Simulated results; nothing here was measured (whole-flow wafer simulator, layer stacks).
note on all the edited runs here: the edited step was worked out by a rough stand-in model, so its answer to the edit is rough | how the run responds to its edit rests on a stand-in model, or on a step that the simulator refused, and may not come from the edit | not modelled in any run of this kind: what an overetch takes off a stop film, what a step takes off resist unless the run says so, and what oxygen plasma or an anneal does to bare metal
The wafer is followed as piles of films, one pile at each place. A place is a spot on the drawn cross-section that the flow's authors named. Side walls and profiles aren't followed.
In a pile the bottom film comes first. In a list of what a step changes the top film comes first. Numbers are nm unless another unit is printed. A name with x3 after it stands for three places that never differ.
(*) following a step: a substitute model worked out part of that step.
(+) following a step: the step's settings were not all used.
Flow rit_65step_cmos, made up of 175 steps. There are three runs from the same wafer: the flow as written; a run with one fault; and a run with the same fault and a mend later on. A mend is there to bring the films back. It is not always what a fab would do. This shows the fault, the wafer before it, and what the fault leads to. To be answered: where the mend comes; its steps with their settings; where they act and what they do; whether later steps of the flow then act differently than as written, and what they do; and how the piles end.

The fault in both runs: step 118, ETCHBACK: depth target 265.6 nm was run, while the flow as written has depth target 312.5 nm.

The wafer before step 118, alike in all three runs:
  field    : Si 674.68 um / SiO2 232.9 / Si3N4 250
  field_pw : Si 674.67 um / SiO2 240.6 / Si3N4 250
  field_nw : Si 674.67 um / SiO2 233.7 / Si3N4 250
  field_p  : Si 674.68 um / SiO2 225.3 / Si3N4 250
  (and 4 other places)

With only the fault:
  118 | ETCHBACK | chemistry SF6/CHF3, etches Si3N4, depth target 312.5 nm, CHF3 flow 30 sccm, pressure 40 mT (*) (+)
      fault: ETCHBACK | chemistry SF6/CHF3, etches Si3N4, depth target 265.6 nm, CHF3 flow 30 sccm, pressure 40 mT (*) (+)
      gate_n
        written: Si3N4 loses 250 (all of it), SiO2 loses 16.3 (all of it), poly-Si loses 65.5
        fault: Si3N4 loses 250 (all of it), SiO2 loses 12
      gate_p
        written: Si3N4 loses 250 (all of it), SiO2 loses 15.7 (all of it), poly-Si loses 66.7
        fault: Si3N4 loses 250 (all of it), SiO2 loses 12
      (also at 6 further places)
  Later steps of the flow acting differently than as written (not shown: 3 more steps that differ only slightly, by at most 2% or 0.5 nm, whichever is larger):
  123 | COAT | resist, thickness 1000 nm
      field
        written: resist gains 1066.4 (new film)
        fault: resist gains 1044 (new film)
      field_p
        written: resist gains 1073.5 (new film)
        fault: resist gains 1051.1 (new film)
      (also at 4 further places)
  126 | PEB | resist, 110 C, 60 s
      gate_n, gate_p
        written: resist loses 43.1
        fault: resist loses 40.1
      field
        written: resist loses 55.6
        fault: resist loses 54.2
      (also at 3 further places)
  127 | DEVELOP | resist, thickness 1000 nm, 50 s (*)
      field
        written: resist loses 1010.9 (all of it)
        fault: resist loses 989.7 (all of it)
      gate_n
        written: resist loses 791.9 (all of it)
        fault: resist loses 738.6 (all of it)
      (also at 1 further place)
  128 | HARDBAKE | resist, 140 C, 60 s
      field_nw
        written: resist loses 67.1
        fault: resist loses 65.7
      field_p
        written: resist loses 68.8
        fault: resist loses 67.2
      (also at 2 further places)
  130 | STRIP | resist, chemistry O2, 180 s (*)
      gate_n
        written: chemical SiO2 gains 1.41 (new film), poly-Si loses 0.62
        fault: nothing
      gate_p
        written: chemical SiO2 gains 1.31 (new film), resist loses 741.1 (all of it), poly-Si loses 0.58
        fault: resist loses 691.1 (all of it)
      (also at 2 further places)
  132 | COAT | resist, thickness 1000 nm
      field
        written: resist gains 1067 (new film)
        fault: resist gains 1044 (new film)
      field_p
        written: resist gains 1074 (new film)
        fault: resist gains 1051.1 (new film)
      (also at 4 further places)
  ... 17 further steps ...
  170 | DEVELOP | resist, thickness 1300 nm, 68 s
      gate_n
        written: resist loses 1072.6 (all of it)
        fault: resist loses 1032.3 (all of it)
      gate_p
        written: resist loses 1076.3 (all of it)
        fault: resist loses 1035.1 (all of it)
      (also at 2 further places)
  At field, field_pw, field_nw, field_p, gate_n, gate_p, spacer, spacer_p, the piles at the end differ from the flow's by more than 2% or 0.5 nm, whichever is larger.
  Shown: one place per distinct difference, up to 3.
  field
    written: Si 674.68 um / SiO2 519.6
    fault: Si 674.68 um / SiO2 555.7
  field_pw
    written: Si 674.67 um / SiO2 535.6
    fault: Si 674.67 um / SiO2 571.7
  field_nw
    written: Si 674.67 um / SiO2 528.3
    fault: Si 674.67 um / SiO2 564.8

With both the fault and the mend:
  The mend follows step 121.
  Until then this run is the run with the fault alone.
  121a | ETCHBACK | chemistry SF6/CHF3, etches Si3N4, depth target 46.9 nm, CHF3 flow 30 sccm, pressure 40 mT (*) (+) (the flow's step 118, run once more with other settings)
      field, field_pw, field_nw, field_p
        SiO2 loses 36.1
      active_n, sd_n, contact, m1
        SiO2 loses 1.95 (all of it)
      active_p, sd_p
        SiO2 loses 1.36 (all of it)
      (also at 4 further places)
  None of the later steps of the flow differs from how it acts as written, at any place that is followed, by more than 2% or 0.5 nm, whichever is larger.
  By the end, the piles equal the flow's at every place that both follow.
